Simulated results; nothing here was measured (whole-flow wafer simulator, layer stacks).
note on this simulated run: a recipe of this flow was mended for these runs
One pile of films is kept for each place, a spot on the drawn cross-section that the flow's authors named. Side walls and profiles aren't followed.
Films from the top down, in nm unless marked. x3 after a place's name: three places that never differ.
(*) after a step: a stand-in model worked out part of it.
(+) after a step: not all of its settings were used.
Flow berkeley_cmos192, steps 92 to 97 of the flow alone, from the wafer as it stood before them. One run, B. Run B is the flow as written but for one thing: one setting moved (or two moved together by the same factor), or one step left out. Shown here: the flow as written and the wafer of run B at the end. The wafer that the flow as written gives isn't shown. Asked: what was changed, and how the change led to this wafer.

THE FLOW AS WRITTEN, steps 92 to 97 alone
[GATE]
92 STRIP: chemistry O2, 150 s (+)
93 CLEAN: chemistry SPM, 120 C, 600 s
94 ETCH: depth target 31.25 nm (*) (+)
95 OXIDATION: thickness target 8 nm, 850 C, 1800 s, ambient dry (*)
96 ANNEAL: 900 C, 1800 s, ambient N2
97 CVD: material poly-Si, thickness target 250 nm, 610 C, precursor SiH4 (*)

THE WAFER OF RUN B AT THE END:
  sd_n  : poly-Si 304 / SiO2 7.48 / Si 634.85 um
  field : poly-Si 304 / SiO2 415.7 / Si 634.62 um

The cause: step 97, CVD: thickness target 304 nm was run, where the flow has thickness target 250 nm.
It can be read off the wafer: sd_n has poly-Si 304, and step 97 as written asks for 250 nm.

How the change led to this, step by step:
  97 CVD: material poly-Si, thickness target 250 nm, 610 C, precursor SiH4 (*)
      field, sd_n, spacer_n, gate, sd_p, spacer_p x2, contact, m1: poly-Si +304 (new film) (as written it would be: poly-Si +250 (new film))
